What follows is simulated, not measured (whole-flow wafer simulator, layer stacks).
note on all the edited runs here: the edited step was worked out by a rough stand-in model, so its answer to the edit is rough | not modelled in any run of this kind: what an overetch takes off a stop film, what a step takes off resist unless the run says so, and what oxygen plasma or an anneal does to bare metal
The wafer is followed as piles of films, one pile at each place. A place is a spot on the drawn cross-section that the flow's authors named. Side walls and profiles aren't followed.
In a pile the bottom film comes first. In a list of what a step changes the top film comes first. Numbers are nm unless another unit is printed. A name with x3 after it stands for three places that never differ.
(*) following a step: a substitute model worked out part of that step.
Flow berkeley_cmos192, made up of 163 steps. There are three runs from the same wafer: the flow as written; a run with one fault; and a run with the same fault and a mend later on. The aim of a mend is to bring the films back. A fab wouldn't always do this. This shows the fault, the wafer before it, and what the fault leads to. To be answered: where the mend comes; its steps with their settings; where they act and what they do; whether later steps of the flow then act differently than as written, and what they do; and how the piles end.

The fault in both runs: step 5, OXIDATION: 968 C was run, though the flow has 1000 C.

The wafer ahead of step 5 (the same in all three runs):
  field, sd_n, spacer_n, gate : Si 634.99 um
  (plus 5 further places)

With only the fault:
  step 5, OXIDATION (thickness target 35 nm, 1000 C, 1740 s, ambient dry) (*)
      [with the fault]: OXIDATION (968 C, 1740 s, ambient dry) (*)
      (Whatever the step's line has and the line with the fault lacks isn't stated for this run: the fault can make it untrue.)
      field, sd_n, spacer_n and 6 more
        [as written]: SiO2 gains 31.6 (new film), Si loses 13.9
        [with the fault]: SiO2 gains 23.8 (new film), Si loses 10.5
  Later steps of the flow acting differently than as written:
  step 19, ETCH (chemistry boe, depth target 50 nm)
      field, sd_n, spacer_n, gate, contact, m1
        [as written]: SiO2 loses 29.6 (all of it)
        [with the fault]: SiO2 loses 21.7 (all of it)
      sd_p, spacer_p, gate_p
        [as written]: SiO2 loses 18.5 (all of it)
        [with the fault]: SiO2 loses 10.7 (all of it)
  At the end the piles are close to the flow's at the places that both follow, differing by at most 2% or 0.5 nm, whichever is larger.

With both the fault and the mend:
  The mend follows step 6.
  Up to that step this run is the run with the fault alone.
  step 6a, OXIDATION (1000 C, 627 s, ambient dry) (*) (the flow's step 5, run once more with other settings)
      field, sd_n, spacer_n and 6 more
        SiO2 gains 7.9, Si loses 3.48
  None of the later steps of the flow differs from how it acts as written, at any place that is followed, by more than 2% or 0.5 nm, whichever is larger.
  By the end, the piles equal the flow's at every place that both follow.
